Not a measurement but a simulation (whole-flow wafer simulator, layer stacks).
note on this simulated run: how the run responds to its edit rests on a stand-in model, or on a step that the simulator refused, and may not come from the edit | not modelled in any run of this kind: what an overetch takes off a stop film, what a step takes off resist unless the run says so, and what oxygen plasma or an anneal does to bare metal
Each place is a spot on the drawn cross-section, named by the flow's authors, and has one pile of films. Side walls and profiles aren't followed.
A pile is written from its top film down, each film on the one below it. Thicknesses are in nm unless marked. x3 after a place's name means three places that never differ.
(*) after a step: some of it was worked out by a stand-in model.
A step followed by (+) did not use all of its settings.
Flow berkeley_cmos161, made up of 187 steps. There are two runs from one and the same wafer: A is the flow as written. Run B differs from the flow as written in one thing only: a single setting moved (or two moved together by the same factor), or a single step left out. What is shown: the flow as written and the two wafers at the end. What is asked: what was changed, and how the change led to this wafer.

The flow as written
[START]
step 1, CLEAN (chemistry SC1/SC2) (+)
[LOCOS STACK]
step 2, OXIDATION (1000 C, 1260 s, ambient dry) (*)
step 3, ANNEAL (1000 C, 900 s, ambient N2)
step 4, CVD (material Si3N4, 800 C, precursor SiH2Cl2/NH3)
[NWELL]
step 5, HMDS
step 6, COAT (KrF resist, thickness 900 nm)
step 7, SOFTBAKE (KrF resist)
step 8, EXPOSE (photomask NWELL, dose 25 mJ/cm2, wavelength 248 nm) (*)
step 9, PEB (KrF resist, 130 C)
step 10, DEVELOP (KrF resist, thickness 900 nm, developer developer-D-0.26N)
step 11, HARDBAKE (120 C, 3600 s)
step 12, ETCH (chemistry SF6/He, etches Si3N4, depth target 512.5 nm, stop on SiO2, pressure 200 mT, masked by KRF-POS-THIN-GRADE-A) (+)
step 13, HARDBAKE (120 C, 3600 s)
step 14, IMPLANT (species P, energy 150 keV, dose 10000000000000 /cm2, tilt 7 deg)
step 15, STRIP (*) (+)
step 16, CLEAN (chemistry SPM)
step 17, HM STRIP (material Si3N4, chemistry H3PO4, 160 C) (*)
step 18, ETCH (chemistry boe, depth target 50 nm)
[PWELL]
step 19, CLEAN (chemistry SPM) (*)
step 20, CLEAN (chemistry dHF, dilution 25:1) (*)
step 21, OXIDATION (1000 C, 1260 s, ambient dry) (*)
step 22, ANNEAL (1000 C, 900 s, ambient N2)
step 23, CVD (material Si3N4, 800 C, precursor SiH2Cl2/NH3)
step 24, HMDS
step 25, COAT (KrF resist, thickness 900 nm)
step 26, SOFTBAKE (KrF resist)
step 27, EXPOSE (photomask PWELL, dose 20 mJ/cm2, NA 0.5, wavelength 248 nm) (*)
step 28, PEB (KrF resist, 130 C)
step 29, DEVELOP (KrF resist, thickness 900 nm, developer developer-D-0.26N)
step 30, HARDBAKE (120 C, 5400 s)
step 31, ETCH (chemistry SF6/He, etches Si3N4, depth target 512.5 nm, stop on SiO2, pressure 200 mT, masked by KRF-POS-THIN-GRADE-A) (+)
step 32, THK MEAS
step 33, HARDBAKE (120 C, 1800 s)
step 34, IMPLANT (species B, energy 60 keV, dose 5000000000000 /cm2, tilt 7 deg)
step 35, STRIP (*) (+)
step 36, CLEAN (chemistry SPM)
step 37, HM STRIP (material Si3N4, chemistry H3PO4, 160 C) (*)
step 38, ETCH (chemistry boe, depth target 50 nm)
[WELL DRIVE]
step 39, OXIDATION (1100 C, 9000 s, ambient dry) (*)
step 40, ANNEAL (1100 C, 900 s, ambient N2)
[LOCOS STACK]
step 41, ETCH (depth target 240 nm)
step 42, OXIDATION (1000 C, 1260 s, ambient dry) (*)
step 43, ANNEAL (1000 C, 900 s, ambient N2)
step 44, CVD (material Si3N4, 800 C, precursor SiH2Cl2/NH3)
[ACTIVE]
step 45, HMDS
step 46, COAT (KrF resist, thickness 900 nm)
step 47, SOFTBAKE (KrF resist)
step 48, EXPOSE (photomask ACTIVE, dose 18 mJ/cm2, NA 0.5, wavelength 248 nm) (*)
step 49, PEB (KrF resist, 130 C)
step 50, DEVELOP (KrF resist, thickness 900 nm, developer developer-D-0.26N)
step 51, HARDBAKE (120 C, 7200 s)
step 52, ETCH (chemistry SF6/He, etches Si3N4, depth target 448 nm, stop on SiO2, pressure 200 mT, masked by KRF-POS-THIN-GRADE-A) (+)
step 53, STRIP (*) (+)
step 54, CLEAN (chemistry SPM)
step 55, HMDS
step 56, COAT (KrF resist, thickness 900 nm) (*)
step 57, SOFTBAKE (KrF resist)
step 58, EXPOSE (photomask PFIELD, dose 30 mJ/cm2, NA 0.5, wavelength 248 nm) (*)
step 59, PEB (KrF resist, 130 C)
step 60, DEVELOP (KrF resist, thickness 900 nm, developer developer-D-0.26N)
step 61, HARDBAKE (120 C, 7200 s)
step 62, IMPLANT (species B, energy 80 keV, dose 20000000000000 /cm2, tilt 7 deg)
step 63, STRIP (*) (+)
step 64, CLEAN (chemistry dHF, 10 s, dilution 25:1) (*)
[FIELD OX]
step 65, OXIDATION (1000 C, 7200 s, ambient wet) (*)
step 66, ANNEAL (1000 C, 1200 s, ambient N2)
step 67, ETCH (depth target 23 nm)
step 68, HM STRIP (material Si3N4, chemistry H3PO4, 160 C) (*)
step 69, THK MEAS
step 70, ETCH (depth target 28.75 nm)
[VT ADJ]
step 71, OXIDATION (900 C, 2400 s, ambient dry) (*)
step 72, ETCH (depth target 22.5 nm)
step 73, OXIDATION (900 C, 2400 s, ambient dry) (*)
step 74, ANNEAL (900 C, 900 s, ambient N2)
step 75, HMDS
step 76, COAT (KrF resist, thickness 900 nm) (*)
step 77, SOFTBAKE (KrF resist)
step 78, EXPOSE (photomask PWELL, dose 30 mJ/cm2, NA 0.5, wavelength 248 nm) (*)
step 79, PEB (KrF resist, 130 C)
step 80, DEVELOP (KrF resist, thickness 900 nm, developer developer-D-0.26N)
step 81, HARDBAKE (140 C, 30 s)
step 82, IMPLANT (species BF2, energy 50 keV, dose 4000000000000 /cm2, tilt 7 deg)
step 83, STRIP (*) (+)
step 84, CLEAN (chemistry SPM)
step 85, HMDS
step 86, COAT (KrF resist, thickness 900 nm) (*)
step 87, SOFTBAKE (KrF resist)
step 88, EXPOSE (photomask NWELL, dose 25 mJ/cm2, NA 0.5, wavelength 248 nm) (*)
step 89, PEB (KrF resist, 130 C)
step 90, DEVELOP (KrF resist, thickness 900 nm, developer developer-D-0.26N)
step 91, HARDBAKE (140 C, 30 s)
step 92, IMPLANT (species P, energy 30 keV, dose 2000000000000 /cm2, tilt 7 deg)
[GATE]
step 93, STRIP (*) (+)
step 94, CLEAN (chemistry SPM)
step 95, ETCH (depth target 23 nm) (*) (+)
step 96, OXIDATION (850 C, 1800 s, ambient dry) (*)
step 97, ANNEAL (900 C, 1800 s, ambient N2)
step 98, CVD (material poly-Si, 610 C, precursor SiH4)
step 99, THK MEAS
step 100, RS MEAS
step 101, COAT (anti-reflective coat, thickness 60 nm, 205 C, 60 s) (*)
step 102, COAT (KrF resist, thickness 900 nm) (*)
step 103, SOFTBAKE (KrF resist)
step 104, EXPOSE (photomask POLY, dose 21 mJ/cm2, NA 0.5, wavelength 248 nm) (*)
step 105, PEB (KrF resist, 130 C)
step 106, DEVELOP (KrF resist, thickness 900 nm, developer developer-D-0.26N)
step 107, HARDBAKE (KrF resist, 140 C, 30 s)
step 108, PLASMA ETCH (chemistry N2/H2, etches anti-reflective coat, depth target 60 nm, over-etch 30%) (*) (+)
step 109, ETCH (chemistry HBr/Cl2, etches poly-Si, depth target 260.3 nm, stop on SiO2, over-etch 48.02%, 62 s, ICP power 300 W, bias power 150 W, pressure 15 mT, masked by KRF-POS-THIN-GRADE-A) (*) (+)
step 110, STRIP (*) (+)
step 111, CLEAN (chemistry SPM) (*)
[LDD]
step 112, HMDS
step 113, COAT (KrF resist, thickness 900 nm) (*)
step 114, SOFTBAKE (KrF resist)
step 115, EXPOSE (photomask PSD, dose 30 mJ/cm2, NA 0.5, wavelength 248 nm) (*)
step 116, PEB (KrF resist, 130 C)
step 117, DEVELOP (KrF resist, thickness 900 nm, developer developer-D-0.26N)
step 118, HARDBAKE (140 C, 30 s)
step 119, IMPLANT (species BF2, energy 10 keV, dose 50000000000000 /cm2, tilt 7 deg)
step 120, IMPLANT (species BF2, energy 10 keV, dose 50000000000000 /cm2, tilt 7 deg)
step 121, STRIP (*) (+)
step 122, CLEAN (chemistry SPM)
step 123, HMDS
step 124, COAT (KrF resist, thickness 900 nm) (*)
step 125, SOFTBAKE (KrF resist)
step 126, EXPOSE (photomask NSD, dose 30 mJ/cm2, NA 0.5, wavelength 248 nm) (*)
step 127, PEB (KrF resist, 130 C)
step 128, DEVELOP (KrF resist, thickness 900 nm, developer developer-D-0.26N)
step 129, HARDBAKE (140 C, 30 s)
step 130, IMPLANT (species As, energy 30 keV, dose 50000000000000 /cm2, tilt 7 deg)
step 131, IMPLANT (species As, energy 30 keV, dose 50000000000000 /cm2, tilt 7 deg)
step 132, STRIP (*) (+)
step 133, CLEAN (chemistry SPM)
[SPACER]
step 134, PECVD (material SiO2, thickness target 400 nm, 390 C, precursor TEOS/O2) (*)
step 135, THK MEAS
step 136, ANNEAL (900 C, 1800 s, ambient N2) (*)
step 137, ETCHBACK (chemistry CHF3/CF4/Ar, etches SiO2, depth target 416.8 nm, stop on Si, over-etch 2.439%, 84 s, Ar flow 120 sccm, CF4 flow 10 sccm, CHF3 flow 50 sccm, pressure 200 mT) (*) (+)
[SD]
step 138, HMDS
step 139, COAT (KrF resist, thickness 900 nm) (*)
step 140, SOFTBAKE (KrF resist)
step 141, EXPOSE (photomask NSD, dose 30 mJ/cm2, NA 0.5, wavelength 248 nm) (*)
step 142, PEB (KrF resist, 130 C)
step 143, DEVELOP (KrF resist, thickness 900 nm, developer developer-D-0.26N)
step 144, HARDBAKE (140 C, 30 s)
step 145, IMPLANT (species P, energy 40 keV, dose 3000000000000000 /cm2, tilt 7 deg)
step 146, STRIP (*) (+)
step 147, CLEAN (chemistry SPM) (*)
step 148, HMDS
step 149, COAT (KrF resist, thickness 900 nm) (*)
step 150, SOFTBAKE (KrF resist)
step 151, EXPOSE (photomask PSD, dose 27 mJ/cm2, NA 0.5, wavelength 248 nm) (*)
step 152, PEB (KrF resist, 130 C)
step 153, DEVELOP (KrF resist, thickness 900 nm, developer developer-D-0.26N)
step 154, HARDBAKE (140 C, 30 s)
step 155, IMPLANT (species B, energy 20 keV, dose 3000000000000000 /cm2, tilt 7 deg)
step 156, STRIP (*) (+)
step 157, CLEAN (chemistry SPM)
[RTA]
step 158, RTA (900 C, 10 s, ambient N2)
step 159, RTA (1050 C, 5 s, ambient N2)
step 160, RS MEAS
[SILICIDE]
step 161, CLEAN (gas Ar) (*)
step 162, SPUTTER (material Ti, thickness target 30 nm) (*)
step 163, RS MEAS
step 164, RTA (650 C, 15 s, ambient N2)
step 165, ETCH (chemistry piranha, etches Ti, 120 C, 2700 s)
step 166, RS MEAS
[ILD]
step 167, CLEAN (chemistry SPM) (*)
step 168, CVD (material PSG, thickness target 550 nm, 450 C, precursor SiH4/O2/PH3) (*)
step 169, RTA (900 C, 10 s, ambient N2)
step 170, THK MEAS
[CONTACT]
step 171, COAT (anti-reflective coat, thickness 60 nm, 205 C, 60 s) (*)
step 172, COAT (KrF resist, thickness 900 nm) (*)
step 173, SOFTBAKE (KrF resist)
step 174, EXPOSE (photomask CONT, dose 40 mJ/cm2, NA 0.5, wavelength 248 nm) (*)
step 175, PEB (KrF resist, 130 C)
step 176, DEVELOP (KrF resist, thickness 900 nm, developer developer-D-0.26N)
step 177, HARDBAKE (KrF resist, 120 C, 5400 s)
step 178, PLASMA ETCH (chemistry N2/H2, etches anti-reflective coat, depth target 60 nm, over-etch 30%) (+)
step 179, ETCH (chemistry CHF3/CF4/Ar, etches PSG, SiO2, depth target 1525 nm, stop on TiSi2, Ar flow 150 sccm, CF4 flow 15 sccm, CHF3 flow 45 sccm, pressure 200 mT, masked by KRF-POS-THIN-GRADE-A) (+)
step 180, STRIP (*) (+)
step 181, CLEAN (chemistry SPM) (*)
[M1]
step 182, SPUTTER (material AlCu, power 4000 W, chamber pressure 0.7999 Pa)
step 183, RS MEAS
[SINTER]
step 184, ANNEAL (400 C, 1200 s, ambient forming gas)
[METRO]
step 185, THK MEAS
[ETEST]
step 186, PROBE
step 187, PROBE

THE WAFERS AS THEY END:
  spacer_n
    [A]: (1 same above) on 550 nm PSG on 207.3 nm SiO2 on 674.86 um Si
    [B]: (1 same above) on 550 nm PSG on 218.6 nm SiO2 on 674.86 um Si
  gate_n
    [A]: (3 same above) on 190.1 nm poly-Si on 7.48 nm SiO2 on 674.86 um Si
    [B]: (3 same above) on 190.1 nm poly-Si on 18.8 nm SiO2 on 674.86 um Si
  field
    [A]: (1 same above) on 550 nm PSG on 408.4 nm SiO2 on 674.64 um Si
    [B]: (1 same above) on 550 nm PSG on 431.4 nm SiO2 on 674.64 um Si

What caused this: step 95, ETCH: depth target 23 nm (*) (+), was skipped.

The path from the change to this, step by step:
  step 96, OXIDATION (850 C, 1800 s, ambient dry) (*)
      sd_n, spacer_n, gate_n, sd_p, spacer_p, gate_p, contact, m1: A SiO2 gains 7.48 (new film), Si loses 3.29 | B SiO2 gains 3.85, Si loses 1.69
  step 101, COAT (anti-reflective coat, thickness 60 nm, 205 C, 60 s) (*)
      sd_n: A anti-reflective coat gains 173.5 (new film) | B anti-reflective coat gains 181.7 (new film)
      spacer_n: A anti-reflective coat gains 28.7 (new film) | B anti-reflective coat gains 26.8 (new film)
      (and at 4 other places as well)
  step 108, PLASMA ETCH (chemistry N2/H2, etches anti-reflective coat, depth target 60 nm, over-etch 30%) (*) (+)
      sd_n: A anti-reflective coat loses 173.5 (all of it), poly-Si loses 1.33 | B anti-reflective coat loses 181.7 (all of it), poly-Si loses 1.4
      spacer_n: A anti-reflective coat loses 28.7 (all of it), poly-Si loses 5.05 | B anti-reflective coat loses 26.8 (all of it), poly-Si loses 5.37
      (and at 2 other places as well)
  step 110, STRIP (*) (+)
      gate_n: A chemical SiO2 gains 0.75 (new film), KrF resist loses 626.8 (all of it), anti-reflective coat loses 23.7 (all of it), poly-Si loses 0.33 | B chemical SiO2 gains 0.75 (new film), KrF resist loses 633.5 (all of it), anti-reflective coat loses 21.8 (all of it), poly-Si loses 0.33
      gate_p: A chemical SiO2 gains 0.75 (new film), KrF resist loses 598.2 (all of it), anti-reflective coat loses 27.9 (all of it), poly-Si loses 0.33 | B chemical SiO2 gains 0.75 (new film), KrF resist loses 602.1 (all of it), anti-reflective coat loses 26.9 (all of it), poly-Si loses 0.33
  step 137, ETCHBACK (chemistry CHF3/CF4/Ar, etches SiO2, depth target 416.8 nm, stop on Si, over-etch 2.439%, 84 s, Ar flow 120 sccm, CF4 flow 10 sccm, CHF3 flow 50 sccm, pressure 200 mT) (*) (+)
      sd_n: A SiO2 loses 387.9 (all of it) | B SiO2 loses 399.2 (all of it)
      sd_p: A SiO2 loses 373.4 (all of it) | B SiO2 loses 383.9 (all of it)
      (and at 2 other places as well)
  step 171, COAT (anti-reflective coat, thickness 60 nm, 205 C, 60 s) (*)
      sd_n: A anti-reflective coat gains 149.7 (new film) | B anti-reflective coat gains 167.8 (new film)
      sd_p: A anti-reflective coat gains 91.6 (new film) | B anti-reflective coat gains 94.6 (new film)
      (and at 1 other place as well)
  step 180, STRIP (*) (+)
      sd_n: A KrF resist loses 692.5 (all of it), anti-reflective coat loses 149.7 (all of it) | B KrF resist loses 688.6 (all of it), anti-reflective coat loses 167.8 (all of it)
      sd_p: A KrF resist loses 777.2 (all of it), anti-reflective coat loses 91.6 (all of it) | B KrF resist loses 789.4 (all of it), anti-reflective coat loses 94.6 (all of it)
      (and at 1 other place as well)
  step 182, SPUTTER (material AlCu, power 4000 W, chamber pressure 0.7999 Pa)
      sd_p: A AlCu gains 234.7 (new film) | B AlCu gains 229.3 (new film)
